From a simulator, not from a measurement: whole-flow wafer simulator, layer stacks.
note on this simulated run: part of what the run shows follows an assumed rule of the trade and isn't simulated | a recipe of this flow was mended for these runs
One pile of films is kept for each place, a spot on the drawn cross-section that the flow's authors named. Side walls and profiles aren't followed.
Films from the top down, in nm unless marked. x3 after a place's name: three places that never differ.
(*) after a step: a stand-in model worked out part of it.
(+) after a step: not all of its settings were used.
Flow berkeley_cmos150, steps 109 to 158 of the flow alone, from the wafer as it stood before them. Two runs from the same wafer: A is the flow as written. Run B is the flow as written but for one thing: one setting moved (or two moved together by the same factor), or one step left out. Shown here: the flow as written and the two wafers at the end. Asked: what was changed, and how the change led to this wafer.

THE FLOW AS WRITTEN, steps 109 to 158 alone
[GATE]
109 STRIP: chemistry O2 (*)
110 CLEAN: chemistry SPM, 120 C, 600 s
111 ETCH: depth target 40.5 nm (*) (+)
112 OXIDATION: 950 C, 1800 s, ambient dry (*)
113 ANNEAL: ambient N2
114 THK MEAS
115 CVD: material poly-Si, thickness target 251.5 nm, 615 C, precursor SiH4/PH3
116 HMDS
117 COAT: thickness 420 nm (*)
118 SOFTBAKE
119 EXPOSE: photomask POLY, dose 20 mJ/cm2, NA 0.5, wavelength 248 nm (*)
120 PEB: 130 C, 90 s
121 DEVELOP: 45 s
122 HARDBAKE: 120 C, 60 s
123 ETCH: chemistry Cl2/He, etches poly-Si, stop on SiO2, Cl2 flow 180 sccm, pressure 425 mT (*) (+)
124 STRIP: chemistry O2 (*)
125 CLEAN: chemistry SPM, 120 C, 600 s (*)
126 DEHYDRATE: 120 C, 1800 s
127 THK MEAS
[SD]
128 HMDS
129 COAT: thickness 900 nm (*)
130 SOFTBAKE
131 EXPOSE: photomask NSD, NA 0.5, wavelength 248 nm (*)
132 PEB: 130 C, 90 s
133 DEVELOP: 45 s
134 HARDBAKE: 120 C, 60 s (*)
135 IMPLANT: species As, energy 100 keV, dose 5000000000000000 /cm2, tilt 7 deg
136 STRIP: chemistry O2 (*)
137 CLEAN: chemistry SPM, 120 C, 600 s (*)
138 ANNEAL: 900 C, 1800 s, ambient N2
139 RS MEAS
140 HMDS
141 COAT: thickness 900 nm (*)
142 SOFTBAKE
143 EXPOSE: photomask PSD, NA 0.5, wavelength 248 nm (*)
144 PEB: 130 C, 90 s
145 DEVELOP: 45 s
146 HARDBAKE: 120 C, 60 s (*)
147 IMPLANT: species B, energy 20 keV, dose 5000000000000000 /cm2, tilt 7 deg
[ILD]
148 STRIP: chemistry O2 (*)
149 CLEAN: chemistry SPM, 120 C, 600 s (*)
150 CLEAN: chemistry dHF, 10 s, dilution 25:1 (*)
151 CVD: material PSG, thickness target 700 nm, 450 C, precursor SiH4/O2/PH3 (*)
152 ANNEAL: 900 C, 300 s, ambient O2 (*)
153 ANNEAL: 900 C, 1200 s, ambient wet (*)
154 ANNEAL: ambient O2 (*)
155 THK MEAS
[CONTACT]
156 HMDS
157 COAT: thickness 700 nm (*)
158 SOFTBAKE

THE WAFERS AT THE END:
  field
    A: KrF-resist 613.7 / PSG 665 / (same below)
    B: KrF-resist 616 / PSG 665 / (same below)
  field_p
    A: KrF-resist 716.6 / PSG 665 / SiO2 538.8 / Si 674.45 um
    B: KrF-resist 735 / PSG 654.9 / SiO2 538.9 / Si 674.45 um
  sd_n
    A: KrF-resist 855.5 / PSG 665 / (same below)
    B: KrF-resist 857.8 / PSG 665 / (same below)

The cause: step 115, CVD: thickness target 342 nm was run, where the flow has thickness target 251.5 nm.

How the change led to this, step by step:
  115 CVD: material poly-Si, thickness target 251.5 nm, 615 C, precursor SiH4/PH3
      field, field_p, sd_n, gate_n, sd_p, gate_p, contact, m1: A poly-Si +251.5 (new film) | B poly-Si +342 (new film)
  123 ETCH: chemistry Cl2/He, etches poly-Si, stop on SiO2, Cl2 flow 180 sccm, pressure 425 mT (*) (+)
      field, field_p, sd_n, sd_p, contact, m1: A poly-Si -251.5 (all of it), SiO2 -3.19 | B poly-Si -342 (all of it), SiO2 -3.19
      gate_n, gate_p: A KrF-resist -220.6 | B KrF-resist -285.2
  124 STRIP: chemistry O2 (*)
      gate_n: A chemical SiO2 +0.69 (new film), KrF-resist -176.1 (all of it), poly-Si -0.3 | B chemical SiO2 +0.71 (new film), KrF-resist -111.5 (all of it), poly-Si -0.31
      gate_p: A chemical SiO2 +0.69 (new film), KrF-resist -213.2 (all of it), poly-Si -0.3 | B chemical SiO2 +0.71 (new film), KrF-resist -148.4 (all of it), poly-Si -0.31
  129 COAT: thickness 900 nm (*)
      gate_n: A thick-KrF-resist +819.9 (new film) | B thick-KrF-resist +754.2 (new film)
      gate_p: A thick-KrF-resist +888.9 (new film) | B thick-KrF-resist +821.9 (new film)
  133 DEVELOP: 45 s
      gate_n: A thick-KrF-resist -818.1 (all of it) | B thick-KrF-resist -752.5 (all of it)
  136 STRIP: chemistry O2 (*)
      gate_p: A thick-KrF-resist -873.6 (all of it), chemical SiO2 +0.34, poly-Si -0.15 | B thick-KrF-resist -806.7 (all of it), chemical SiO2 +0.34, poly-Si -0.15
  141 COAT: thickness 900 nm (*)
      gate_n: A thick-KrF-resist +819.7 (new film) | B thick-KrF-resist +752.9 (new film)
      gate_p: A thick-KrF-resist +888.8 (new film) | B thick-KrF-resist +821.2 (new film)
  145 DEVELOP: 45 s
      gate_p: A thick-KrF-resist -886.7 (all of it) | B thick-KrF-resist -819.3 (all of it)
  148 STRIP: chemistry O2 (*)
      gate_n: A thick-KrF-resist -804.5 (all of it), chemical SiO2 +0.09, poly-Si -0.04 | B thick-KrF-resist -737.9 (all of it), chemical SiO2 +0.09, poly-Si -0.04
  157 COAT: thickness 700 nm (*)
      field_p: A KrF-resist +716.6 (new film) | B KrF-resist +735 (new film)
      gate_n: A KrF-resist +650.5 (new film) | B KrF-resist +611.4 (new film)
      (and at 2 more places)
